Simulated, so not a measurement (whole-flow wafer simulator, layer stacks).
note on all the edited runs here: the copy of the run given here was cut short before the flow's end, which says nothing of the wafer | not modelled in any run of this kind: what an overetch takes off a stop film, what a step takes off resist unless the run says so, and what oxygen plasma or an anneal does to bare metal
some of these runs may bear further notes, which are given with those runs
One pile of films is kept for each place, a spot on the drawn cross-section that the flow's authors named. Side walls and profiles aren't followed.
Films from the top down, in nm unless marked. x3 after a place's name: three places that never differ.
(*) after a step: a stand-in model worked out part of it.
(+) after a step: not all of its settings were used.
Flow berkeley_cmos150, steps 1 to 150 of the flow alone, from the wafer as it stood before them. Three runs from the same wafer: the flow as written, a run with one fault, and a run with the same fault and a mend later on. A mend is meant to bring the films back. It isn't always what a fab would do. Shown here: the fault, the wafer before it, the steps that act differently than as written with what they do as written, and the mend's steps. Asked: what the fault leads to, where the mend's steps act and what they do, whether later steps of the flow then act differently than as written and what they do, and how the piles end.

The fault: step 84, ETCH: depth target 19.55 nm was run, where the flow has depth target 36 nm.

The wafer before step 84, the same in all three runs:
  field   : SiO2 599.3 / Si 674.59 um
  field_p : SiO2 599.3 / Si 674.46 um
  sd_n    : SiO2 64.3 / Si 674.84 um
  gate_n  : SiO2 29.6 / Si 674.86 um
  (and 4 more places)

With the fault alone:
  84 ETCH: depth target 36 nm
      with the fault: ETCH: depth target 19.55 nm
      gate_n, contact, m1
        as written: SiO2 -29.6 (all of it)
        with the fault: SiO2 -19.5
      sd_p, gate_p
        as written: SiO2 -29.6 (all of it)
        with the fault: SiO2 -19.6
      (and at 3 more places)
  Later steps of the flow that act differently than as written (25 more steps differ only slightly, by at most 2% or 0.5 nm, whichever is larger, and aren't shown):
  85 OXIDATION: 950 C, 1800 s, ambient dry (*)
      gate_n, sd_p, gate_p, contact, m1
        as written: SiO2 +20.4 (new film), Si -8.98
        with the fault: SiO2 +16.5, Si -7.28
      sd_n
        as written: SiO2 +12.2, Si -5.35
        with the fault: SiO2 +8.96, Si -3.94
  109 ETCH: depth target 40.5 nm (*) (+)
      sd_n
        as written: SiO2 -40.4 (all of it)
        with the fault: SiO2 -40.5
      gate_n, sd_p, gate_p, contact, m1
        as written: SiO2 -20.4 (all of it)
        with the fault: SiO2 -26.6 (all of it)
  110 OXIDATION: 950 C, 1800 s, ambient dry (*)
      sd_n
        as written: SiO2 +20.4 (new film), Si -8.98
        with the fault: SiO2 +14.6, Si -6.41
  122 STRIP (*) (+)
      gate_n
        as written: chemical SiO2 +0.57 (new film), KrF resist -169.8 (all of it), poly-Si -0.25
        with the fault: chemical SiO2 +0.57 (new film), KrF resist -175.3 (all of it), poly-Si -0.25
  At the end the piles differ from the flow's by more than 2% or 0.5 nm, whichever is larger, at field, field_p, sd_n.
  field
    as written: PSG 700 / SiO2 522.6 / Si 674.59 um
    with the fault: PSG 700 / SiO2 538.9 / Si 674.59 um
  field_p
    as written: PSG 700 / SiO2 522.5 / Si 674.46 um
    with the fault: PSG 700 / SiO2 538.9 / Si 674.46 um
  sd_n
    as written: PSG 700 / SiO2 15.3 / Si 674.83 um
    with the fault: PSG 700 / SiO2 22.7 / Si 674.83 um

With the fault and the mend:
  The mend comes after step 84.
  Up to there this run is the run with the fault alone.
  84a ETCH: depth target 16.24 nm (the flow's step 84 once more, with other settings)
      gate_n, sd_p, gate_p, contact, m1
        SiO2 -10 (all of it)
      field, field_p, sd_n
        SiO2 -16.2
  No later step of the flow acts differently than as written, at any place that is followed, by more than 2% or 0.5 nm, whichever is larger.
  At the end the piles differ from the flow's only slightly at the places that both follow, by at most 2% or 0.5 nm, whichever is larger.
